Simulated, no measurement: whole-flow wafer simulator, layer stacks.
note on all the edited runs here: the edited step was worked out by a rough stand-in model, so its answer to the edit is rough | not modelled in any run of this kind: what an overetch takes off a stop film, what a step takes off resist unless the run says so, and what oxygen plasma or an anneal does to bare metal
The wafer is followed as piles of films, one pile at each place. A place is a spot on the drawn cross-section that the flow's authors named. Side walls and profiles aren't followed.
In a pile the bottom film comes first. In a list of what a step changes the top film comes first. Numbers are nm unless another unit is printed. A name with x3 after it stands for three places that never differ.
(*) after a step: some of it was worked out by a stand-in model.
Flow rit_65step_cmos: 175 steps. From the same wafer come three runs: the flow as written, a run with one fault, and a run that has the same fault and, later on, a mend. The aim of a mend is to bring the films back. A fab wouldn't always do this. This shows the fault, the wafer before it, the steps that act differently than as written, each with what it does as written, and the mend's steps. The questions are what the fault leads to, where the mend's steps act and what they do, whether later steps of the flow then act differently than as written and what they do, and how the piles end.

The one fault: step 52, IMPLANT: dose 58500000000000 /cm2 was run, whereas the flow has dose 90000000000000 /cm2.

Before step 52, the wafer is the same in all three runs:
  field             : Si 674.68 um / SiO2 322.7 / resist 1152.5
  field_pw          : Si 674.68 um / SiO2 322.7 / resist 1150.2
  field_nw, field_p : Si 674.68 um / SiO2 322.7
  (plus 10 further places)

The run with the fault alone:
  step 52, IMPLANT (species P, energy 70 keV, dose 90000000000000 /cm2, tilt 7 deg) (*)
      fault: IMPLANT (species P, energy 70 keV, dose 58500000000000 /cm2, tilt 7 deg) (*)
      does the same as it does as written at each place that is followed
  Later steps of the flow acting differently than as written (35 more steps, not shown, differ only slightly: by at most 2% or 0.5 nm, whichever is larger):
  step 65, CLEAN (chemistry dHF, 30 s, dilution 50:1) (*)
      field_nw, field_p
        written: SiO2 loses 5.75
        fault: SiO2 loses 4.86
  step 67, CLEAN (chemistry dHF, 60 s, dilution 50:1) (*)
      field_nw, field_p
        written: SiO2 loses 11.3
        fault: SiO2 loses 9.6
  The piles end only slightly different from the flow's at the places that both follow, by no more than 2% or 0.5 nm, whichever is larger.

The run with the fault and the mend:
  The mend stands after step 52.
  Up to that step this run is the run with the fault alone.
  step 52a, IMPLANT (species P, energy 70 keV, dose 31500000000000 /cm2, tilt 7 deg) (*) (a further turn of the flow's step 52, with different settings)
      alters no film at any place that is followed
  None of the later steps of the flow acts differently than as written at any place that is followed.
  The piles end the same as the flow's at every place that both follow.
